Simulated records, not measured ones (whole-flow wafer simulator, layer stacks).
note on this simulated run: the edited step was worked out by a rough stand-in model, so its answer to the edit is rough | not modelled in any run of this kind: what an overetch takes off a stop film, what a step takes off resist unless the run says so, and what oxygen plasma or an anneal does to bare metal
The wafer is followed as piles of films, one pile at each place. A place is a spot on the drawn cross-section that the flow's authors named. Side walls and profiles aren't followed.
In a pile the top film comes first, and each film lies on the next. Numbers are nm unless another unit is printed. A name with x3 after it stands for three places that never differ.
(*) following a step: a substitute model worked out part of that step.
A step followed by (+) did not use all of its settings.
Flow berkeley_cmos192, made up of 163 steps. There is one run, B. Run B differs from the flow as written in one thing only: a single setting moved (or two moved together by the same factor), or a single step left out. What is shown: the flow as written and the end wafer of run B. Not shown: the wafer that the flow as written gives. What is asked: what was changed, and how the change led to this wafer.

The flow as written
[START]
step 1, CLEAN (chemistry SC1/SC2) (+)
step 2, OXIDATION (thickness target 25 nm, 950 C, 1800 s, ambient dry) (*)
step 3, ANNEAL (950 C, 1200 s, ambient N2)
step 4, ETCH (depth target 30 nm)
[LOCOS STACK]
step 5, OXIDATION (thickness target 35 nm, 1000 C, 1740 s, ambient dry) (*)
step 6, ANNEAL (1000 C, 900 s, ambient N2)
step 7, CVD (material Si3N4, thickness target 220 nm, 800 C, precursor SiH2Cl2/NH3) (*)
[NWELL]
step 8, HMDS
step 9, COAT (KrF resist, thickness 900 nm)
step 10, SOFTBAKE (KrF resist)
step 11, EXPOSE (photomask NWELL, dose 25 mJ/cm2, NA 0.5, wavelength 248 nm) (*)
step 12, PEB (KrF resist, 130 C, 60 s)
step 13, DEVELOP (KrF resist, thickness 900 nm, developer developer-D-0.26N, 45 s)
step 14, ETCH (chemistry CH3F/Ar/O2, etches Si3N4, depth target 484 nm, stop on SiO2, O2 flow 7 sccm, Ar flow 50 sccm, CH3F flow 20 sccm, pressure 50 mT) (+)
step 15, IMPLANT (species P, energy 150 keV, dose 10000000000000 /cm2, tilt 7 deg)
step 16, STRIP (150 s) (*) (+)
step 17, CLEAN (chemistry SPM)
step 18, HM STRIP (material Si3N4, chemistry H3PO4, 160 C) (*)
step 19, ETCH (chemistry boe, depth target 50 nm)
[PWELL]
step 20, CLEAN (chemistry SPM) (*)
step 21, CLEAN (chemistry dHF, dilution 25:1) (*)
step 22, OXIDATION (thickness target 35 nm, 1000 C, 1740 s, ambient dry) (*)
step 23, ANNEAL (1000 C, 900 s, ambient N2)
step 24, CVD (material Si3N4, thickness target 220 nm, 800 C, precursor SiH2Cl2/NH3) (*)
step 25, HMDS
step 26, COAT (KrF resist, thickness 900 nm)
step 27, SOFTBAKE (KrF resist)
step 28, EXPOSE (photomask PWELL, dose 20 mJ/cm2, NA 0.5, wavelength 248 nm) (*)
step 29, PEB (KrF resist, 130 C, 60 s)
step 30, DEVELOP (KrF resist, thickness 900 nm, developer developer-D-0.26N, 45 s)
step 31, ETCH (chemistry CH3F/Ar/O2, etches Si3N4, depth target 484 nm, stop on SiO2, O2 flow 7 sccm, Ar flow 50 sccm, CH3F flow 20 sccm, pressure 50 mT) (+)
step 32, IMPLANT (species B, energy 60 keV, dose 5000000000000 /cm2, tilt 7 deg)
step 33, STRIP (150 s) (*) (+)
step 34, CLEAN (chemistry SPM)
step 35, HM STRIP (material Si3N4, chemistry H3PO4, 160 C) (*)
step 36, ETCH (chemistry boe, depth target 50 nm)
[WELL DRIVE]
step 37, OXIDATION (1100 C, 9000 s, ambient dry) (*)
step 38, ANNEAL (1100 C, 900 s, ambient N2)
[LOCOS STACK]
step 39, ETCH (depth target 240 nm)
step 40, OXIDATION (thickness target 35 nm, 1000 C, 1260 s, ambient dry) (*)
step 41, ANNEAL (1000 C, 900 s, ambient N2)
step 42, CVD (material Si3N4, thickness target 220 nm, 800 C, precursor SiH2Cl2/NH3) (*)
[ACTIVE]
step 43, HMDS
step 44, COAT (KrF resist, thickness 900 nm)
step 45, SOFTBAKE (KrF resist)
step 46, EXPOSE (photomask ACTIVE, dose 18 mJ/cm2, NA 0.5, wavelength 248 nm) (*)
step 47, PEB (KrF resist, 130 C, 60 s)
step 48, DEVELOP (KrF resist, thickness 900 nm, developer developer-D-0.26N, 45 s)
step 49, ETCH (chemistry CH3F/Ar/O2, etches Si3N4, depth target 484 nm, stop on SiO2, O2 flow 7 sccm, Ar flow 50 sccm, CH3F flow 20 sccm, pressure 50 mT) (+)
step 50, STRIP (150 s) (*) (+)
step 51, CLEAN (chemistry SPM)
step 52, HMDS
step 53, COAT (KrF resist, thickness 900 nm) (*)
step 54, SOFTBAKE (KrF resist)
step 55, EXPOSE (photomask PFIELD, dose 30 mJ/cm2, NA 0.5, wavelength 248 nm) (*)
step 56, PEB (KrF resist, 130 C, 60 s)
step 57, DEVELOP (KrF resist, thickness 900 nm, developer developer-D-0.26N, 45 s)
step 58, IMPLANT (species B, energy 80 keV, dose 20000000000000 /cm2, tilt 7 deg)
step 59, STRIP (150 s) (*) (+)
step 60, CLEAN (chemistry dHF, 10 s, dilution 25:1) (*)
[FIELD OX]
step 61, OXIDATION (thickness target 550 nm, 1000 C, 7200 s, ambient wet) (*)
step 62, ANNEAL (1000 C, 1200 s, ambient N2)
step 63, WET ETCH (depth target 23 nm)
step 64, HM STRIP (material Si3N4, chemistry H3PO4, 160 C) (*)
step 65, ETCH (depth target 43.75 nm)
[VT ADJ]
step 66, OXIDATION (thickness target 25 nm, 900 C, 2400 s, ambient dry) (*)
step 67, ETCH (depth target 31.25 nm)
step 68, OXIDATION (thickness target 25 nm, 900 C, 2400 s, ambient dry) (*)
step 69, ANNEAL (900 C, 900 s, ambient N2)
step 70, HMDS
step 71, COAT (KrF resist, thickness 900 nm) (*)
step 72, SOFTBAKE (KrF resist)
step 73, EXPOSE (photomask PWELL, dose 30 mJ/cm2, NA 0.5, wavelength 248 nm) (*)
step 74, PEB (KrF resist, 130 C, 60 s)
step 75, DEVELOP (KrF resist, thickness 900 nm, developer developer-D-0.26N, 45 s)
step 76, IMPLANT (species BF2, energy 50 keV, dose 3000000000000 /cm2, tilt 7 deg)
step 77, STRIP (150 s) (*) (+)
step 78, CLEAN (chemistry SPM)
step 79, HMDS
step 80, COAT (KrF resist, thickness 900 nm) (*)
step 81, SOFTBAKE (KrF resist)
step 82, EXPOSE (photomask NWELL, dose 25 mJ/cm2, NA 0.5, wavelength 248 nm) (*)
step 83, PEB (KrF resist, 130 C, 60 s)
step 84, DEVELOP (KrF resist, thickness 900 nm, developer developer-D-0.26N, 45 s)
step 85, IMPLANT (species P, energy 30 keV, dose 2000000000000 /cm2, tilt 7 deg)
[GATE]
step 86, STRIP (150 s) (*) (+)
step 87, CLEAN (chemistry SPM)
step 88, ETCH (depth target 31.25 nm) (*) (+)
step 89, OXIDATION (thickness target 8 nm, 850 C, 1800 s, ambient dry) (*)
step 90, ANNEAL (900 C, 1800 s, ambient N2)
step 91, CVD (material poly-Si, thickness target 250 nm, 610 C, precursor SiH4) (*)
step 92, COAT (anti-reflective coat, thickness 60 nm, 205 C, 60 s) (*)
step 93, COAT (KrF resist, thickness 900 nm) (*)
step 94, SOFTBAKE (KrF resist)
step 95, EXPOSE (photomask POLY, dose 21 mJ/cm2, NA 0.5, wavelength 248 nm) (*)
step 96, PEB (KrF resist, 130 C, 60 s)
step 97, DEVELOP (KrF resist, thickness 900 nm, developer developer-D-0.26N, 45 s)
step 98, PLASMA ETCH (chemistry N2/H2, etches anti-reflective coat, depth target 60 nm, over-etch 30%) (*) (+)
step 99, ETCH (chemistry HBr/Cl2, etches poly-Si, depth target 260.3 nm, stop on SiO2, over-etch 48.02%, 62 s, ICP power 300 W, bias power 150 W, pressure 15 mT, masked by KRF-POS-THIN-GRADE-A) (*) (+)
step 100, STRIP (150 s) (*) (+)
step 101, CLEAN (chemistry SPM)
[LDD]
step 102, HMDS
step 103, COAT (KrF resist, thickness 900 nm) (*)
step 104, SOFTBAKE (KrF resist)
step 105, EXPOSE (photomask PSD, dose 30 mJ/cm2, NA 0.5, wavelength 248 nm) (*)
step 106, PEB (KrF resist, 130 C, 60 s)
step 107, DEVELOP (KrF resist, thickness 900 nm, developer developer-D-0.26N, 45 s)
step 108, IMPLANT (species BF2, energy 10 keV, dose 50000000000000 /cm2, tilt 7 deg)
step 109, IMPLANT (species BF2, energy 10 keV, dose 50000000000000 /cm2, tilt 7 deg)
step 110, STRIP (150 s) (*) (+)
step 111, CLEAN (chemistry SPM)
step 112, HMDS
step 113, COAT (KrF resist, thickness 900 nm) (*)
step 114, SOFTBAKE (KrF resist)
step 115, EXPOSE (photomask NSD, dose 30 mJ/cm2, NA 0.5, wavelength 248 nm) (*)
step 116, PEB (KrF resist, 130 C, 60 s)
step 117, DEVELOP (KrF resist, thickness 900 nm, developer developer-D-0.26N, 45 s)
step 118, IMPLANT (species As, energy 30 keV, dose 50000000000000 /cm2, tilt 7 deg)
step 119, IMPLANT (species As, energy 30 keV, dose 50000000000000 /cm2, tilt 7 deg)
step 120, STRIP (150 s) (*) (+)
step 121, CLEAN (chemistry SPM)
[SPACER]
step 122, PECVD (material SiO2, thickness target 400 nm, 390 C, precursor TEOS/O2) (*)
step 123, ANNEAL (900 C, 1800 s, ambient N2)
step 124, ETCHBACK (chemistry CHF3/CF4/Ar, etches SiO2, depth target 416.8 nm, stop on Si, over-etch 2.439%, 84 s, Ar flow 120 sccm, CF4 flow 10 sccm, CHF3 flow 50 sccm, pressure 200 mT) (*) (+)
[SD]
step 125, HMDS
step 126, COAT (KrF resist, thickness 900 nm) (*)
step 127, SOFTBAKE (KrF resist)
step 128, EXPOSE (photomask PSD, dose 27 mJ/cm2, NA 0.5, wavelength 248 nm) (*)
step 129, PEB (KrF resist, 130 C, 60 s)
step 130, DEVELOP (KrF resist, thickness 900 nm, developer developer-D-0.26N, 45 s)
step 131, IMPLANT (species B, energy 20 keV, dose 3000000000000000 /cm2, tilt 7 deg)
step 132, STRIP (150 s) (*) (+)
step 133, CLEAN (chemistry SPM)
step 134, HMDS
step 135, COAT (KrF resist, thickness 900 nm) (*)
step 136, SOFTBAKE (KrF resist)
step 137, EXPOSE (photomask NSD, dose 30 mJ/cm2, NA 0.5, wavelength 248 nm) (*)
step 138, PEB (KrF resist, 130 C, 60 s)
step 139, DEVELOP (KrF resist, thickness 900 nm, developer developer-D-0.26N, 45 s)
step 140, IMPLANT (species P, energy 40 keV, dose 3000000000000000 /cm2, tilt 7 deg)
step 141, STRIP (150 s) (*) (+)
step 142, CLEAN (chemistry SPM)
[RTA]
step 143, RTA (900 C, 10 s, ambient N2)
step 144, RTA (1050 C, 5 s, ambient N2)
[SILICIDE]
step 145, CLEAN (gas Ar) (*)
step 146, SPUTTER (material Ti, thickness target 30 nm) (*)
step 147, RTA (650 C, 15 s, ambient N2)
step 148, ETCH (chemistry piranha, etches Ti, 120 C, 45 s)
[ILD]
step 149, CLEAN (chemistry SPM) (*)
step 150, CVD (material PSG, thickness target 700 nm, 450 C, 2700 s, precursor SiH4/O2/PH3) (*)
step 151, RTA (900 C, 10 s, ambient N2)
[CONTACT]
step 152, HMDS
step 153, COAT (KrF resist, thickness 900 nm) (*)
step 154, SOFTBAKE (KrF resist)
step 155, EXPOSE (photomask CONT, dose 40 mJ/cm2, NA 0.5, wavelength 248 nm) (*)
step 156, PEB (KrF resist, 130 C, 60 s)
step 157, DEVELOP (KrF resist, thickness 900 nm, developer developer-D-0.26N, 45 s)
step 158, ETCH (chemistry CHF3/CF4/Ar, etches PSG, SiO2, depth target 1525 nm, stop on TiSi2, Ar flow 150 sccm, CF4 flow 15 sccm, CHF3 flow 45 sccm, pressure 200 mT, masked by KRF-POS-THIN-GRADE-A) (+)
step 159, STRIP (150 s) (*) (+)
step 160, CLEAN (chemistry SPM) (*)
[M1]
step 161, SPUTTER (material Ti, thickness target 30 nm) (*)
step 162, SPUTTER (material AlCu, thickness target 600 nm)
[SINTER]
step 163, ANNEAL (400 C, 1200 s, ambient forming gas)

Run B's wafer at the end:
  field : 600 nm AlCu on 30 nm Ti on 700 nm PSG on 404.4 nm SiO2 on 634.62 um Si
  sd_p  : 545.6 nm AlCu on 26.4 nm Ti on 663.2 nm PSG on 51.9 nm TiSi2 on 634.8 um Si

What caused this: step 88, ETCH: depth target 21.88 nm was run, though the flow has depth target 31.25 nm.

The path from the change to this, step by step:
  step 88, ETCH (depth target 31.25 nm) (*) (+)
      field: -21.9 SiO2 (as written it would have been: -31.2 SiO2)
  step 92, COAT (anti-reflective coat, thickness 60 nm, 205 C, 60 s) (*)
      sd_n: +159 anti-reflective coat (new film) (as written it would have been: +152.4 anti-reflective coat (new film))
      spacer_n: +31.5 anti-reflective coat (new film) (as written it would have been: +33.8 anti-reflective coat (new film))
      (and at 4 other places as well)
  step 98, PLASMA ETCH (chemistry N2/H2, etches anti-reflective coat, depth target 60 nm, over-etch 30%) (*) (+)
      sd_n: -159 anti-reflective coat (all of it), -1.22 poly-Si (as written it would have been: -152.4 anti-reflective coat (all of it), -1.17 poly-Si)
      spacer_n: -31.5 anti-reflective coat (all of it), -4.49 poly-Si (as written it would have been: -33.8 anti-reflective coat (all of it), -4.21 poly-Si)
      (and at 2 other places as well)
  step 100, STRIP (150 s) (*) (+)
      gate: +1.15 chemical SiO2 (new film), -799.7 KrF resist (all of it), -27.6 anti-reflective coat (all of it), -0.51 poly-Si (as written it would have been: +1.15 chemical SiO2 (new film), -791.8 KrF resist (all of it), -30 anti-reflective coat (all of it), -0.51 poly-Si)
      gate_p: +1.15 chemical SiO2 (new film), -770.3 KrF resist (all of it), -29.3 anti-reflective coat (all of it), -0.51 poly-Si (as written it would have been: +1.15 chemical SiO2 (new film), -765.1 KrF resist (all of it), -31 anti-reflective coat (all of it), -0.51 poly-Si)
